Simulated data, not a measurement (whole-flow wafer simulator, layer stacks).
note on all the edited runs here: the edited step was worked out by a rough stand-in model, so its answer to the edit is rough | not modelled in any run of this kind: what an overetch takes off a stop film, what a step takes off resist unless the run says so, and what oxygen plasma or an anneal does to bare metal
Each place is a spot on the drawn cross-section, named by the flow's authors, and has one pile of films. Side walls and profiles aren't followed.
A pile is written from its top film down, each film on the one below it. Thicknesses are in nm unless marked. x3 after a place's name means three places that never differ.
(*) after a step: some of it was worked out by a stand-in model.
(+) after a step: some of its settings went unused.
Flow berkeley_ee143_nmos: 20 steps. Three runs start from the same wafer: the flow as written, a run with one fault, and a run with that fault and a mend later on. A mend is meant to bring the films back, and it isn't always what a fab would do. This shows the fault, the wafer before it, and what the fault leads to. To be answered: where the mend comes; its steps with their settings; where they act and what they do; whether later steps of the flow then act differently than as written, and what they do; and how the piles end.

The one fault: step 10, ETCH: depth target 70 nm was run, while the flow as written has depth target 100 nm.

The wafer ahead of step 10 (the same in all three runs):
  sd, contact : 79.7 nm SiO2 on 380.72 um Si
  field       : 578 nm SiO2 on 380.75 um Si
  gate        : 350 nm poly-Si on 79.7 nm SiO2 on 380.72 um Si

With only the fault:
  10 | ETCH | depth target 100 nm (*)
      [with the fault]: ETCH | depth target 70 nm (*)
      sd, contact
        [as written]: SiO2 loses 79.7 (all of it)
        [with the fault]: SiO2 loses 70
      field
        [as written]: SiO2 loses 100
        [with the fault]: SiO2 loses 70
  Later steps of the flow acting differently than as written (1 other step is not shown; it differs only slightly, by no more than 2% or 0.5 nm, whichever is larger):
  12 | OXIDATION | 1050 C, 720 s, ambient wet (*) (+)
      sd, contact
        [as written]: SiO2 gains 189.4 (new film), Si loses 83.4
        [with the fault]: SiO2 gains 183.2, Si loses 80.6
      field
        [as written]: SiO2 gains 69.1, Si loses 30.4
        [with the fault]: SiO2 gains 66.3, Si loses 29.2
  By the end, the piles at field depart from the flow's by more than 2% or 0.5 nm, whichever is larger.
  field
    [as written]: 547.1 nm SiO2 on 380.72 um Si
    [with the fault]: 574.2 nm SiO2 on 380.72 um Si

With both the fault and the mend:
  After step 10 comes the mend.
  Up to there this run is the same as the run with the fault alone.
  10a | ETCH | depth target 30 nm (*) (a further turn of the flow's step 10, with different settings)
      sd, contact
        SiO2 loses 9.69 (all of it)
      field
        SiO2 loses 30
  None of the later steps of the flow acts differently than as written at any place that is followed.
  By the end, the piles equal the flow's at every place that both follow.
